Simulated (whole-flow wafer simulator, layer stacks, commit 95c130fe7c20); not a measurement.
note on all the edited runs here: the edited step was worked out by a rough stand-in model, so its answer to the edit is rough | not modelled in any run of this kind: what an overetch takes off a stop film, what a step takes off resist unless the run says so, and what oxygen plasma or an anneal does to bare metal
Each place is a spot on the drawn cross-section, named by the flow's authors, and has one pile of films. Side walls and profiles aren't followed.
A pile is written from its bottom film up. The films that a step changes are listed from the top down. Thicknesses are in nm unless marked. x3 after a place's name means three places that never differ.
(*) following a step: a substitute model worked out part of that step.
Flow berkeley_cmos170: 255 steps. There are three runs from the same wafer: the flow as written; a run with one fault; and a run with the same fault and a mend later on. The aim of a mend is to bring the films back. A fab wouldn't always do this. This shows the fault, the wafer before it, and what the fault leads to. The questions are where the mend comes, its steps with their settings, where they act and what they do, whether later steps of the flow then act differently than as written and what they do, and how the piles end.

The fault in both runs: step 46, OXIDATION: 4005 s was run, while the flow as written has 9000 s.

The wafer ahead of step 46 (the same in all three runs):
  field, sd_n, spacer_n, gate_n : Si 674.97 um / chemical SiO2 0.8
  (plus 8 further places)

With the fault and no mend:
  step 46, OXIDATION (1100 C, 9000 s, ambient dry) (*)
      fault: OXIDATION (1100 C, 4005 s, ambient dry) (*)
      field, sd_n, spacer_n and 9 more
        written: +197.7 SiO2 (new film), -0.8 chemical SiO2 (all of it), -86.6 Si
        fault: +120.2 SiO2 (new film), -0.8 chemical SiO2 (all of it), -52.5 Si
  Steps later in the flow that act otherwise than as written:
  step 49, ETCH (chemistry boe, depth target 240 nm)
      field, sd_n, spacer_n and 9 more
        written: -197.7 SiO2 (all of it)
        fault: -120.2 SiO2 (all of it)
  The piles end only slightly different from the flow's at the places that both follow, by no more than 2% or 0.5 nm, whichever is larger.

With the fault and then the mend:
  After step 46 comes the mend.
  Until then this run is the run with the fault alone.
  step 46a, OXIDATION (1100 C, 4995 s, ambient dry) (*) (the flow's step 46 again, with other settings)
      field, sd_n, spacer_n and 9 more
        +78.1 SiO2, -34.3 Si
  Every later step of the flow that is run acts as written, at every place that is followed, to within 2% or 0.5 nm, whichever is larger.
  The piles end only slightly different from the flow's at the places that both follow, by no more than 2% or 0.5 nm, whichever is larger.
